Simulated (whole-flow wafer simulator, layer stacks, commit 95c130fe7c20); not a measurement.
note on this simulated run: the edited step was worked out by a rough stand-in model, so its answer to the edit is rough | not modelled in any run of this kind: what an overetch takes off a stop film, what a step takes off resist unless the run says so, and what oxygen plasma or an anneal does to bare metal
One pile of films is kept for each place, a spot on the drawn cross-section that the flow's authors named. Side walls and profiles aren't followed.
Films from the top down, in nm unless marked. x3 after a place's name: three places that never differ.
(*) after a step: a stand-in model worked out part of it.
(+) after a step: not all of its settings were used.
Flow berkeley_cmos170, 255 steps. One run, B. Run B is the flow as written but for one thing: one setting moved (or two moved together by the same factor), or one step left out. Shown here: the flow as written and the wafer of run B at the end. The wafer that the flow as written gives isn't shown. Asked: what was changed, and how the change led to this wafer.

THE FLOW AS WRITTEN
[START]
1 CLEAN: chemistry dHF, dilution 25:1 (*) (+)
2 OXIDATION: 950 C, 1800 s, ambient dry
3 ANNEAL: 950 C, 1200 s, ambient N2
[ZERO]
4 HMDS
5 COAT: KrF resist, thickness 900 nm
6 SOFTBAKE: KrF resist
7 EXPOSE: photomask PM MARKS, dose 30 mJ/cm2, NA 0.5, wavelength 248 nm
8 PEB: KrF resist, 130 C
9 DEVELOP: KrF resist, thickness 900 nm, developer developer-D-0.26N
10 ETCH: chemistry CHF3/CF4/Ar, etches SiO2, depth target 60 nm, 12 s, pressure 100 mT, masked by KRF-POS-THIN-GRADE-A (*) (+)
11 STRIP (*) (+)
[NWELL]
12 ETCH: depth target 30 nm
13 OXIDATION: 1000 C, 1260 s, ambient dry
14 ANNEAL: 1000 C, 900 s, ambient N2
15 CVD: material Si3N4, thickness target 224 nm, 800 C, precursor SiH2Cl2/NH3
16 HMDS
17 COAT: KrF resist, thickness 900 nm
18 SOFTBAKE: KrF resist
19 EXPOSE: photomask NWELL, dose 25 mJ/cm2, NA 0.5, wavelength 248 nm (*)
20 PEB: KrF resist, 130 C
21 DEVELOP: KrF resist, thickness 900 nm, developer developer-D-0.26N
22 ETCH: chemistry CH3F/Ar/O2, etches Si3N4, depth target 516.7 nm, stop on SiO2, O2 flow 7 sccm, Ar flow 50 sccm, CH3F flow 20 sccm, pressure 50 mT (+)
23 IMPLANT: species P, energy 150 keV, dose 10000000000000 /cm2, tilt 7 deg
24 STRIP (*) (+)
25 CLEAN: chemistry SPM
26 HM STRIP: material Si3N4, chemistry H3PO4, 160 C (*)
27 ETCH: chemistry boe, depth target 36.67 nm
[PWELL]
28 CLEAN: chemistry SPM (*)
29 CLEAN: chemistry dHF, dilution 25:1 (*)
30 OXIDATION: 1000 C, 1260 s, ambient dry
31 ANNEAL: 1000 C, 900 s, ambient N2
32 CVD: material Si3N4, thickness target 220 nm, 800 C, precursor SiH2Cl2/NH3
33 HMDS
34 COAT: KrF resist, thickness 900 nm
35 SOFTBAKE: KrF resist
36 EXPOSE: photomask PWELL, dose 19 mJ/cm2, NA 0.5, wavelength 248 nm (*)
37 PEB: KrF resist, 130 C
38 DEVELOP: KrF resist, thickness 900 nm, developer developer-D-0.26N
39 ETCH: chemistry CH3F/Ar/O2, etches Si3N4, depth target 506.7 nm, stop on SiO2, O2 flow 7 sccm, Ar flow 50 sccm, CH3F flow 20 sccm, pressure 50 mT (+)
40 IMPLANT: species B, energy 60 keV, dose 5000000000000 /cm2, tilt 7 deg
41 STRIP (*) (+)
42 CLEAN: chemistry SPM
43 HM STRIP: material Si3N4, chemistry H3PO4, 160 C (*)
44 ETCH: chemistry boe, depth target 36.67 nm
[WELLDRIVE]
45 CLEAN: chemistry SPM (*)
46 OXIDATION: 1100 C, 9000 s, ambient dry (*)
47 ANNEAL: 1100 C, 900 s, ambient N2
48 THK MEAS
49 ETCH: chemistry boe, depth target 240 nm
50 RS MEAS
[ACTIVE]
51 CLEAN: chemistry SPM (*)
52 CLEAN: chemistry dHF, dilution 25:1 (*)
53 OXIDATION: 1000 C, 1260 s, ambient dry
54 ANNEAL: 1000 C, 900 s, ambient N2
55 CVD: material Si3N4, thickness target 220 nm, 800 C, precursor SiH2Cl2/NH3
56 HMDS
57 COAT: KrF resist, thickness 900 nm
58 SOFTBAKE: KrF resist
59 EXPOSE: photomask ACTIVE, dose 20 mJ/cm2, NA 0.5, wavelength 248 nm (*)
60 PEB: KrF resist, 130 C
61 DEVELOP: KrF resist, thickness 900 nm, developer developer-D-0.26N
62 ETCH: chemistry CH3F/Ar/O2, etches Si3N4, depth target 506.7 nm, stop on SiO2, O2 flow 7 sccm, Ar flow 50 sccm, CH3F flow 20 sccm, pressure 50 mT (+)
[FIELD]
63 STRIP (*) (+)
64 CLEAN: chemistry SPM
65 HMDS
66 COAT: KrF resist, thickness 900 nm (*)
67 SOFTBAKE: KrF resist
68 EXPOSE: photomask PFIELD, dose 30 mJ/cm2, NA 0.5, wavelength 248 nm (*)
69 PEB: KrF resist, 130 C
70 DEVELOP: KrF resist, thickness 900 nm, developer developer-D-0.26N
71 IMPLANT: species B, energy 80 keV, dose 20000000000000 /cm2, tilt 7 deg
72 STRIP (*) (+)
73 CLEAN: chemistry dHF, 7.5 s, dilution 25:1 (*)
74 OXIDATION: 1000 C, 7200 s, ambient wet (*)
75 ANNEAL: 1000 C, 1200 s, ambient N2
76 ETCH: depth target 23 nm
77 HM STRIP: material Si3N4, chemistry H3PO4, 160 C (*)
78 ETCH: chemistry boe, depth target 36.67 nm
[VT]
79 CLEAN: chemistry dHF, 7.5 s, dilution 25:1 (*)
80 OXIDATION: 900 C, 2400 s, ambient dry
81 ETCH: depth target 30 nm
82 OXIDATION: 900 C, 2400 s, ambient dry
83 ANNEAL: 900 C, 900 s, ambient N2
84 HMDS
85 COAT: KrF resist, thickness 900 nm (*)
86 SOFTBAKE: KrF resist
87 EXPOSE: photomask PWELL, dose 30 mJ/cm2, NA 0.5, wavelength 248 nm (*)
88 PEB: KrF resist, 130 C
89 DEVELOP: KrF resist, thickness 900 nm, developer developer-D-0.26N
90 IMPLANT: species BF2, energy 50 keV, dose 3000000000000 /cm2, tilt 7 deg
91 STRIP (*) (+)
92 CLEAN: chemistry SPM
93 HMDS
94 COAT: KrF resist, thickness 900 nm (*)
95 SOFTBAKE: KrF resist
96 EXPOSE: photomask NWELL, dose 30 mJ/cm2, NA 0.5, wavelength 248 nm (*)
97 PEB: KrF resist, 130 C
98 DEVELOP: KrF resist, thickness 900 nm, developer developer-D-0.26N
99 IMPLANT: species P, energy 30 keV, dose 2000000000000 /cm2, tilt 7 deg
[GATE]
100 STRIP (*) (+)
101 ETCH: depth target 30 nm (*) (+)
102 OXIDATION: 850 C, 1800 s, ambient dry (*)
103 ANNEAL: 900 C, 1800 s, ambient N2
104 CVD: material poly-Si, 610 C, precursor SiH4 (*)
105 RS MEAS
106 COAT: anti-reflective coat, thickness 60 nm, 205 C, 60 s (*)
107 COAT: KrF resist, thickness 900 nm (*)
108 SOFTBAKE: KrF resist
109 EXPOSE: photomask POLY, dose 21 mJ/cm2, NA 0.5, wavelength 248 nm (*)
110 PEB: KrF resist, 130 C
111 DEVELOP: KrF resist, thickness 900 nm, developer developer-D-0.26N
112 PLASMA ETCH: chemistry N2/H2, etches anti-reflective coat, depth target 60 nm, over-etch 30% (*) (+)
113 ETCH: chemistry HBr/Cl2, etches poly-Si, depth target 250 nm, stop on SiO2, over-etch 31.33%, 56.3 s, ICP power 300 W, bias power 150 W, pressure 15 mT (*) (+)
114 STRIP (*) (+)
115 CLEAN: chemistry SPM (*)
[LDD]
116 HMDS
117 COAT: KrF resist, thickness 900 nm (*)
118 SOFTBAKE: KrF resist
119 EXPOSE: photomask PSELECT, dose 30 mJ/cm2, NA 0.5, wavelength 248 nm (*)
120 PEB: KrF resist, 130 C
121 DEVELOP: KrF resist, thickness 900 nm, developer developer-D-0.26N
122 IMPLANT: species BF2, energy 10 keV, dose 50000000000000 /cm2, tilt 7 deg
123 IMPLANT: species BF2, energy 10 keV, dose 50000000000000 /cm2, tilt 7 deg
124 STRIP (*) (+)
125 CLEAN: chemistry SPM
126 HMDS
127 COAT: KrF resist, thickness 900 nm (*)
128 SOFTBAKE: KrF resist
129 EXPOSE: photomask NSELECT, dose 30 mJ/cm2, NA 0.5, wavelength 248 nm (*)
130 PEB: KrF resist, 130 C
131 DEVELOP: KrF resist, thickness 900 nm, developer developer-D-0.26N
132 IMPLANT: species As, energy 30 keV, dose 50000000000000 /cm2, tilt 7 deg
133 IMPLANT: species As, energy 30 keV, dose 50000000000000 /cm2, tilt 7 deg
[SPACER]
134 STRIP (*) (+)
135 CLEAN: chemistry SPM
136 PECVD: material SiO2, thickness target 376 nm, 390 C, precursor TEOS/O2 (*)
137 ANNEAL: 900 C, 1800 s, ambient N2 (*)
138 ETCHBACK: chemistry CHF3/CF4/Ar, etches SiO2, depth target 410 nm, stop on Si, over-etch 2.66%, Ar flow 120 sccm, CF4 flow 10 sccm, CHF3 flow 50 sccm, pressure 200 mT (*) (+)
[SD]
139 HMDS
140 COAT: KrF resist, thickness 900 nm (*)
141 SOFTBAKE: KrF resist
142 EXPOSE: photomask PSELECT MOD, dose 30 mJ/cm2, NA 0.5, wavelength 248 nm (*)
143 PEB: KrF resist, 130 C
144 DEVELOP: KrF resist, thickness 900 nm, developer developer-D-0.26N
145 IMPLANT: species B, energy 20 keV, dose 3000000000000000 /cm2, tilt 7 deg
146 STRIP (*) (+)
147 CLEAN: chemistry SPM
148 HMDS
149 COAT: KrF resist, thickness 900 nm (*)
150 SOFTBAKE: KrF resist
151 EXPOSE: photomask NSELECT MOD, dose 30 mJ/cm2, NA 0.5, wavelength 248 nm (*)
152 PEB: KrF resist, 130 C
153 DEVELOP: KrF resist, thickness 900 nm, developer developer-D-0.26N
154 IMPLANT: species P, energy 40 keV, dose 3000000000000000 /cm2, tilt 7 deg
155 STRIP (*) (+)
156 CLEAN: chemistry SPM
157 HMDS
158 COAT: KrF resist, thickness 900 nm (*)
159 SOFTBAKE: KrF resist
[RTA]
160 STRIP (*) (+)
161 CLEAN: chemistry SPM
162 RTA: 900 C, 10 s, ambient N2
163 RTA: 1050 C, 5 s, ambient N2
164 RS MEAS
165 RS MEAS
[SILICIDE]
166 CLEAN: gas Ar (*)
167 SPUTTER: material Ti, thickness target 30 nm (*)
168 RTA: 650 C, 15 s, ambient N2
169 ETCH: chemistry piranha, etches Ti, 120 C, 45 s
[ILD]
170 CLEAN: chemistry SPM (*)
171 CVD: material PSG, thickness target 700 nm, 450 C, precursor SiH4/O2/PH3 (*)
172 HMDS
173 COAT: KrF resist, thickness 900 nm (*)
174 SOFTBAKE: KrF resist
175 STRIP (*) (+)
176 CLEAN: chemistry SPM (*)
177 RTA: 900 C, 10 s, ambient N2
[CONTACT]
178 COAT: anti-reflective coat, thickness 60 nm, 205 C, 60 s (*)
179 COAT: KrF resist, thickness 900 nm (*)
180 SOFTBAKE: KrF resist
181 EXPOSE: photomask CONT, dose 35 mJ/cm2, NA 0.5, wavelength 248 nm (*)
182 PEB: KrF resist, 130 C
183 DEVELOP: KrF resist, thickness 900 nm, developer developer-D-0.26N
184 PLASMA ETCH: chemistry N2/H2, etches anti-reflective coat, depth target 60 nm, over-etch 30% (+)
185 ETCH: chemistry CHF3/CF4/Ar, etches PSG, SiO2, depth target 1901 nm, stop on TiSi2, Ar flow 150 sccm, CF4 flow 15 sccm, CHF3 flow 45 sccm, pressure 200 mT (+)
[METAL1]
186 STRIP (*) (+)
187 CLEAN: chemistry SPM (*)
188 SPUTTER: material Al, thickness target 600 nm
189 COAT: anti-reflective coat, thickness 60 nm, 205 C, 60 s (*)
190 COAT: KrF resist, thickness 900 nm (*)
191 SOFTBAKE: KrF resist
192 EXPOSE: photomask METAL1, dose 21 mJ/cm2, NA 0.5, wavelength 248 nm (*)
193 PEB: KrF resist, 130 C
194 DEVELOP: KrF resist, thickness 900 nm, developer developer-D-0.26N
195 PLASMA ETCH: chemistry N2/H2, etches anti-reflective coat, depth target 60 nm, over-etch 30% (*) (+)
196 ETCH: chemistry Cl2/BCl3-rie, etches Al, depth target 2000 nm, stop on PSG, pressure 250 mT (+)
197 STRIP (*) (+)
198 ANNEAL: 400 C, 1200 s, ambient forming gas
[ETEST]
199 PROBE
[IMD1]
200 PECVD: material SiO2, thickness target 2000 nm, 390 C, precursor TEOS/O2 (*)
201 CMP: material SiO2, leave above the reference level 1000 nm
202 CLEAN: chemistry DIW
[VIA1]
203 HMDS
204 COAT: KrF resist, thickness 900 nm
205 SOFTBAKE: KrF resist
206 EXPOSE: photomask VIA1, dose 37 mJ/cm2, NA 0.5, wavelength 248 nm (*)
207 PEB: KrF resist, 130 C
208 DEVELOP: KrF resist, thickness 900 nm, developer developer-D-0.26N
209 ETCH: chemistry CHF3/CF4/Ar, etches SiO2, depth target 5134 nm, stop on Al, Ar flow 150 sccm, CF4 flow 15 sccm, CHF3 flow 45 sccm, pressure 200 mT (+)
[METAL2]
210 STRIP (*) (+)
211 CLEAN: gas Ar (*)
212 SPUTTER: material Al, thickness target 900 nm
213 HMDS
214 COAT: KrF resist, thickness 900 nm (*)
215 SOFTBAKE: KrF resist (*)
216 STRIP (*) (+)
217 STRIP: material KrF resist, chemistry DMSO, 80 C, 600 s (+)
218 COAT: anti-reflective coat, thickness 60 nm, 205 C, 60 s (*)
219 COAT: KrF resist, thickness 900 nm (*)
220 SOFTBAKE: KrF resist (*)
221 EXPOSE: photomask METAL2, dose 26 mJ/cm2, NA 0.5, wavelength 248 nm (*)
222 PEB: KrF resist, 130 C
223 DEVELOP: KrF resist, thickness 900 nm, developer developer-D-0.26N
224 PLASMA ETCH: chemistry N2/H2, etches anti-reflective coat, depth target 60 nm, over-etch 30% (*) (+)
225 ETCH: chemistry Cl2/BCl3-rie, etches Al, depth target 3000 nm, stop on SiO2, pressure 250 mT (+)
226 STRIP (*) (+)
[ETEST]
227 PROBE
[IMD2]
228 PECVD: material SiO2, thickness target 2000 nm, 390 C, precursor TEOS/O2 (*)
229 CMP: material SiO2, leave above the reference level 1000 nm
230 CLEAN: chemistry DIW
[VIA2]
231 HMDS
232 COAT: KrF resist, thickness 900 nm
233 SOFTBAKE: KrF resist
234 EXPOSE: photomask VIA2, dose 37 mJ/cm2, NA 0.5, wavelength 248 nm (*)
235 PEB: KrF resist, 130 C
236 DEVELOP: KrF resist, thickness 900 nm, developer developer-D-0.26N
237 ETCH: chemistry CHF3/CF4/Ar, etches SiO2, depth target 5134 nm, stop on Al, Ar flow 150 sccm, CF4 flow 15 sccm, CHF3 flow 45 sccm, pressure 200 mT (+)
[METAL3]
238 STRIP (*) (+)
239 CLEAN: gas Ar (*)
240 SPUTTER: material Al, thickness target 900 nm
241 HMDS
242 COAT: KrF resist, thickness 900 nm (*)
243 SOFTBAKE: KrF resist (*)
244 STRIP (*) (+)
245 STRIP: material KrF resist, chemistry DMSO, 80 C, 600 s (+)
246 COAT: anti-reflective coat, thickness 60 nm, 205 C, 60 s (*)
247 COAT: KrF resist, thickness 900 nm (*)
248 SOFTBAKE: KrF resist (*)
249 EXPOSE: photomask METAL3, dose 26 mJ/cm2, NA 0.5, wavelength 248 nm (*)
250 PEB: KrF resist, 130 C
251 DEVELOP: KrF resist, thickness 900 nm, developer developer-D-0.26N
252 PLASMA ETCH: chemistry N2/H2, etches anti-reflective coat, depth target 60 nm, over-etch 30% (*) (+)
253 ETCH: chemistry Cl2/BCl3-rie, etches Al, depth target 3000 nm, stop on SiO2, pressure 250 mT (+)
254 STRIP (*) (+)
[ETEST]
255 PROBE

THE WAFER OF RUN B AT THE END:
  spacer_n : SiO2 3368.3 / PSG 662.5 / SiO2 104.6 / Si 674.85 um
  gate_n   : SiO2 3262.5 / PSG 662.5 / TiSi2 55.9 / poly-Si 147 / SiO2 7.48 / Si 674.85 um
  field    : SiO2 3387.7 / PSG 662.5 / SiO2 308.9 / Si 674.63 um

The cause: step 136, PECVD: thickness target 301 nm was run, where the flow has thickness target 376 nm.

How the change led to this, step by step:
  136 PECVD: material SiO2, thickness target 376 nm, 390 C, precursor TEOS/O2 (*)
      field, sd_n, spacer_n and 7 more: SiO2 +301 (as written it would be: SiO2 +376)
      gate_n, gate_p: SiO2 +301 (new film) (as written it would be: SiO2 +376 (new film))
  137 ANNEAL: 900 C, 1800 s, ambient N2 (*)
      field, sd_n, spacer_n and 9 more: SiO2 -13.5 (as written it would be: SiO2 -16.9)
  138 ETCHBACK: chemistry CHF3/CF4/Ar, etches SiO2, depth target 410 nm, stop on Si, over-etch 2.66%, Ar flow 120 sccm, CF4 flow 10 sccm, CHF3 flow 50 sccm, pressure 200 mT (*) (+)
      contact, m1, via1, m2, via2: SiO2 -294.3 (all of it) (as written it would be: SiO2 -366 (all of it))
      sd_n, sd_p: SiO2 -294.4 (all of it) (as written it would be: SiO2 -366 (all of it))
      (and at 2 more places)
  140 COAT: KrF resist, thickness 900 nm (*)
      sd_n: KrF resist +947 (new film) (as written it would be: KrF resist +985.6 (new film))
      spacer_n: KrF resist +860 (new film) (as written it would be: KrF resist +825.5 (new film))
      (and at 9 more places)
  144 DEVELOP: KrF resist, thickness 900 nm, developer developer-D-0.26N
      sd_p: KrF resist -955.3 (all of it) (as written it would be: KrF resist -990.7 (all of it))
      spacer_p: KrF resist -855.6 (all of it) (as written it would be: KrF resist -817.6 (all of it))
      (and at 1 more place)
  146 STRIP (*) (+)
      sd_n: chemical SiO2 +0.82 (new film), KrF resist -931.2 (all of it), Si -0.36 (as written it would be: chemical SiO2 +0.83 (new film), KrF resist -969.8 (all of it), Si -0.36)
      spacer_n: KrF resist -844.4 (all of it) (as written it would be: KrF resist -810 (all of it))
      (and at 6 more places)
  149 COAT: KrF resist, thickness 900 nm (*)
      sd_n: KrF resist +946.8 (new film) (as written it would be: KrF resist +985.1 (new film))
      spacer_n: KrF resist +860.2 (new film) (as written it would be: KrF resist +825.9 (new film))
      (and at 9 more places)
  153 DEVELOP: KrF resist, thickness 900 nm, developer developer-D-0.26N
      sd_n: KrF resist -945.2 (all of it) (as written it would be: KrF resist -983.5 (all of it))
      spacer_n: KrF resist -858.8 (all of it) (as written it would be: KrF resist -824.6 (all of it))
      (and at 2 more places)
  155 STRIP (*) (+)
      sd_p: KrF resist -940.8 (all of it), chemical SiO2 +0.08 (as written it would be: KrF resist -976.3 (all of it), chemical SiO2 +0.08)
      spacer_p: KrF resist -841.7 (all of it) (as written it would be: KrF resist -804 (all of it))
      (and at 5 more places)
  158 COAT: KrF resist, thickness 900 nm (*)
      sd_n: KrF resist +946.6 (new film) (as written it would be: KrF resist +984.8 (new film))
      spacer_n: KrF resist +860.3 (new film) (as written it would be: KrF resist +825.6 (new film))
      (and at 9 more places)
  160 STRIP (*) (+)
      gate_n: KrF resist -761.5 (all of it), chemical SiO2 +0.07, poly-Si -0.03 (as written it would be: KrF resist -792.3 (all of it), chemical SiO2 +0.07)
      gate_p: KrF resist -758.5 (all of it), chemical SiO2 +0.07, poly-Si -0.03 (as written it would be: KrF resist -785.9 (all of it), chemical SiO2 +0.07)
      (and at 9 more places)
  173 COAT: KrF resist, thickness 900 nm (*)
      sd_n: KrF resist +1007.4 (new film) (as written it would be: KrF resist +1038.7 (new film))
      spacer_n: KrF resist +913.6 (new film) (as written it would be: KrF resist +873.2 (new film))
      (and at 9 more places)
  175 STRIP (*) (+)
      sd_n: KrF resist -1007.4 (all of it) (as written it would be: KrF resist -1038.7 (all of it))
      spacer_n: KrF resist -913.6 (all of it) (as written it would be: KrF resist -873.2 (all of it))
      (and at 9 more places)
  178 COAT: anti-reflective coat, thickness 60 nm, 205 C, 60 s (*)
      field: anti-reflective coat +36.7 (new film) (as written it would be: anti-reflective coat +38.6 (new film))
      sd_n: anti-reflective coat +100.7 (new film) (as written it would be: anti-reflective coat +135.1 (new film))
      (and at 7 more places)
  179 COAT: KrF resist, thickness 900 nm (*)
      gate_n: KrF resist +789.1 (new film) (as written it would be: KrF resist +815.1 (new film))
      sd_p: KrF resist +931.7 (new film) (as written it would be: KrF resist +964.5 (new film))
      (and at 5 more places)
  183 DEVELOP: KrF resist, thickness 900 nm, developer developer-D-0.26N
      contact: KrF resist -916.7 (all of it) (as written it would be: KrF resist -943.2 (all of it))
  ... 8 more steps ...
  201 CMP: material SiO2, leave above the reference level 1000 nm
      spacer_n, spacer_p: SiO2 -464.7 (as written it would be: SiO2 -536.3)
      field: SiO2 -445.4 (as written it would be: SiO2 -517)
